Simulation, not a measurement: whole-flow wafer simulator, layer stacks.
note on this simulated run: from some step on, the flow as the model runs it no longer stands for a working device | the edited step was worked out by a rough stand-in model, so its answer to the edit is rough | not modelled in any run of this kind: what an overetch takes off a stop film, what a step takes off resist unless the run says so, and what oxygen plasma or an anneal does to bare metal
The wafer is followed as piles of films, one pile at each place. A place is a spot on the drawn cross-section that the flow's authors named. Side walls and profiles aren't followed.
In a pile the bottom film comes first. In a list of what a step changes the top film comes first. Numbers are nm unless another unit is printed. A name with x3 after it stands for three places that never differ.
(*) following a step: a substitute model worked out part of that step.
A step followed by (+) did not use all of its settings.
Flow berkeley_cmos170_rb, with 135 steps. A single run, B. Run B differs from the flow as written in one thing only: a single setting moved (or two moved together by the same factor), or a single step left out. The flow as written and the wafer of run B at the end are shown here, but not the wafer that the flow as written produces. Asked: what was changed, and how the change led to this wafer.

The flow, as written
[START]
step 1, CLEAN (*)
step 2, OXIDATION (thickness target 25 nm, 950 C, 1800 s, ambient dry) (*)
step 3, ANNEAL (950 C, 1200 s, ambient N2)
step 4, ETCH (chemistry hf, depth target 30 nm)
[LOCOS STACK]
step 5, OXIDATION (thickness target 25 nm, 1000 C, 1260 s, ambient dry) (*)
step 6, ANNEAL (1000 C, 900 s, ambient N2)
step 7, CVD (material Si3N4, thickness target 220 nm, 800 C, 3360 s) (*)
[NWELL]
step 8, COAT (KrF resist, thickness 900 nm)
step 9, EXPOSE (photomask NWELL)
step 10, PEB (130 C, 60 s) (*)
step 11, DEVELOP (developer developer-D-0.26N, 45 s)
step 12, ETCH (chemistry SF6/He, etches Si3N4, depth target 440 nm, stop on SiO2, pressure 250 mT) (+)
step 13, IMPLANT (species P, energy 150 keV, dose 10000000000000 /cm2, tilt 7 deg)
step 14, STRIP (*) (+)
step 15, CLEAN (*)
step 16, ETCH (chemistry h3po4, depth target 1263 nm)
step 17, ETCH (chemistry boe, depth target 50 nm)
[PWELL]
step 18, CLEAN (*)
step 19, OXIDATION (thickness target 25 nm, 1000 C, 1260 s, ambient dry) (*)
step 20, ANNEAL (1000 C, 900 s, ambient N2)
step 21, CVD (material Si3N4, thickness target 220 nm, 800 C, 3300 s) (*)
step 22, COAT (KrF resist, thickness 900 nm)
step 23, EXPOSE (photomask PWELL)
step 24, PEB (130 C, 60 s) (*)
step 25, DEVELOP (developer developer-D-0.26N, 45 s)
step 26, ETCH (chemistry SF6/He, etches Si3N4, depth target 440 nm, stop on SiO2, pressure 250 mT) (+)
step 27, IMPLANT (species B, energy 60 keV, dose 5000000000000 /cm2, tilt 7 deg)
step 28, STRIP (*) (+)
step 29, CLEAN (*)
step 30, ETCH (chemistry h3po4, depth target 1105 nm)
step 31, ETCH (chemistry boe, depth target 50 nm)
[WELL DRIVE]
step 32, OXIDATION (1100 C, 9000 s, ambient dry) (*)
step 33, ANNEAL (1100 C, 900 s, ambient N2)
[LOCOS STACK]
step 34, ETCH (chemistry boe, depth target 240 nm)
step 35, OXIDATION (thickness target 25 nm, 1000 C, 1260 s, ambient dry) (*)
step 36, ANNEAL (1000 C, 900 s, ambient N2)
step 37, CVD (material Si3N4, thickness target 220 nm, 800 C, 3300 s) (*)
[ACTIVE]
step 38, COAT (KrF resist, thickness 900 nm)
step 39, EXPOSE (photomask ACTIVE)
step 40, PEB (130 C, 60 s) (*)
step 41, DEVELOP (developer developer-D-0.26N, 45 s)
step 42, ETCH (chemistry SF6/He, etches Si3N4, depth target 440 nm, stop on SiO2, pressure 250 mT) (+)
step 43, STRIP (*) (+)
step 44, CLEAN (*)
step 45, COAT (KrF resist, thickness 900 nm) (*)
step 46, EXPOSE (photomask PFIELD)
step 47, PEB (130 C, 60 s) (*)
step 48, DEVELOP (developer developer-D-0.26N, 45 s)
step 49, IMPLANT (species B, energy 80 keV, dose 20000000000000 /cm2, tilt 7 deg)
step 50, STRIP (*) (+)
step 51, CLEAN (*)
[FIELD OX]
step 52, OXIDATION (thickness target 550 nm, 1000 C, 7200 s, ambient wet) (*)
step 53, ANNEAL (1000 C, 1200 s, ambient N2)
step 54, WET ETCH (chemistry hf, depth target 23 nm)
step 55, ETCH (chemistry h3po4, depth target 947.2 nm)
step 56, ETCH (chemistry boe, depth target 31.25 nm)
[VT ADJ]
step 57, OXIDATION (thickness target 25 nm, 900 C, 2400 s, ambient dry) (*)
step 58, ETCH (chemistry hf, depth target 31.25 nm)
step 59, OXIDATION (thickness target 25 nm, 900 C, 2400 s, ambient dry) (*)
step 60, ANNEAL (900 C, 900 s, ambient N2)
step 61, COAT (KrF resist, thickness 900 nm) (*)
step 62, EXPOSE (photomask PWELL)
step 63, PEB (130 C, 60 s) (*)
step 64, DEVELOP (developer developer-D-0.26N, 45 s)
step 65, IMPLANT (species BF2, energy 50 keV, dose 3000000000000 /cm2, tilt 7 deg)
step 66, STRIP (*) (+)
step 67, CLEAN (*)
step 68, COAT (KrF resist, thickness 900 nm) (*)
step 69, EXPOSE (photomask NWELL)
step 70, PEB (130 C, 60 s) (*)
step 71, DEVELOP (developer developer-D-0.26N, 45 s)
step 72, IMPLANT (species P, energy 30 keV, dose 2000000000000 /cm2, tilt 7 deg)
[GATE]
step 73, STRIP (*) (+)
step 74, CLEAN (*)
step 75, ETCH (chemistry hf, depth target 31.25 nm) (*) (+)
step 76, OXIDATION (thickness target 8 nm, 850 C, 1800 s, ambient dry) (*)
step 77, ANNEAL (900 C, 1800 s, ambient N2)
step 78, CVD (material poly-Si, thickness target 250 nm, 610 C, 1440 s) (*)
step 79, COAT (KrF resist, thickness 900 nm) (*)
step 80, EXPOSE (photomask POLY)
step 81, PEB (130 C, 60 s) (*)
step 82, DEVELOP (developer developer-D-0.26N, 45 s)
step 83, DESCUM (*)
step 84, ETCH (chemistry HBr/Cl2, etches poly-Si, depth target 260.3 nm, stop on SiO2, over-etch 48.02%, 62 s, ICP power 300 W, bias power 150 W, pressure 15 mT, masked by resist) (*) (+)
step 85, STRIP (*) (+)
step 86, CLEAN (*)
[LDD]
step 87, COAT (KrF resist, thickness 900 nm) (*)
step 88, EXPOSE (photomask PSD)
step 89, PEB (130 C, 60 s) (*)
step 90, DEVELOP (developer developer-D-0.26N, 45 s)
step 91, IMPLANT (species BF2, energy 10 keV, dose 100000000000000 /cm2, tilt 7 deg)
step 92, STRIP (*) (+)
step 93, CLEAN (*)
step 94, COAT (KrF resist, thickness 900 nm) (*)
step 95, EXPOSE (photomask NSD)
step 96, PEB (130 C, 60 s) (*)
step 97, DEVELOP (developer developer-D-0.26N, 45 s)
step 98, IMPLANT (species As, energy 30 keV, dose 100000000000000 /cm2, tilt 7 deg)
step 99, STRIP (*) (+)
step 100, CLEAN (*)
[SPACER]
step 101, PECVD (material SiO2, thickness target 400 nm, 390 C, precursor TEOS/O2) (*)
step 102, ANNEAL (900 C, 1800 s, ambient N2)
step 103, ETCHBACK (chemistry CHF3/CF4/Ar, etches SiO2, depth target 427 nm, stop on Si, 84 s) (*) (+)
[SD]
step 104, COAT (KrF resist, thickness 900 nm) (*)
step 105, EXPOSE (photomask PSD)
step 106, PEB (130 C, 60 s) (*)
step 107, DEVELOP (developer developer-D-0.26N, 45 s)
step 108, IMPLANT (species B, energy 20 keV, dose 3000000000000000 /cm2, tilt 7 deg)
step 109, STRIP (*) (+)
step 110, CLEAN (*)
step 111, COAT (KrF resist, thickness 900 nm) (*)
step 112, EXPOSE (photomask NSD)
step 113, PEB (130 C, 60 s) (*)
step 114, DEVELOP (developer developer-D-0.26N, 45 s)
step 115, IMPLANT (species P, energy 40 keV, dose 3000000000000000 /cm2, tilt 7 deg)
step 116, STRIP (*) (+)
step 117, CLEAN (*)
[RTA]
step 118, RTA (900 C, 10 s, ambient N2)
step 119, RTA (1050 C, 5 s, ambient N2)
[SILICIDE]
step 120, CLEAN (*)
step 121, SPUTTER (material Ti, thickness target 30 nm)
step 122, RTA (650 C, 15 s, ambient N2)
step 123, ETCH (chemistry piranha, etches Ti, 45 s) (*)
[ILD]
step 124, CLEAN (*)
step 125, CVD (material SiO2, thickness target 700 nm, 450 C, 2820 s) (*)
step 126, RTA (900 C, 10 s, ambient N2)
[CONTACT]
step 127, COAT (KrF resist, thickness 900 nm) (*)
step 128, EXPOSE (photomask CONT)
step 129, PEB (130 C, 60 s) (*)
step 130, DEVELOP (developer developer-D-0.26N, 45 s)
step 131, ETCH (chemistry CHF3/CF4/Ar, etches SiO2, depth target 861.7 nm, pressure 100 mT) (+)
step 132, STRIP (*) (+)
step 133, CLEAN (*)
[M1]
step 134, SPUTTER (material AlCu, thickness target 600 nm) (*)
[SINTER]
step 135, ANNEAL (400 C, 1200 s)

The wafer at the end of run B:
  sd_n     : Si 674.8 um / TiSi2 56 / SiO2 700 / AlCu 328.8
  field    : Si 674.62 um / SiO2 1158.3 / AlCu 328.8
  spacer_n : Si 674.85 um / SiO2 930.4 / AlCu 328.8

Cause: step 134, SPUTTER: thickness target 328.8 nm was run, while the flow as written has thickness target 600 nm.
The wafer itself shows it: sd_n has AlCu 328.8, and step 134 as written asks for 600 nm.

Step by step, how the change led to this:
  step 134, SPUTTER (material AlCu, thickness target 600 nm) (*)
      field, sd_n, spacer_n, gate, spacer_p, gate_p, m1: +328.8 AlCu (new film) (it would be, as written: +600 AlCu (new film))
      sd_p: +293.4 AlCu (new film) (it would be, as written: +545.9 AlCu (new film))
      (and at 1 other place as well)
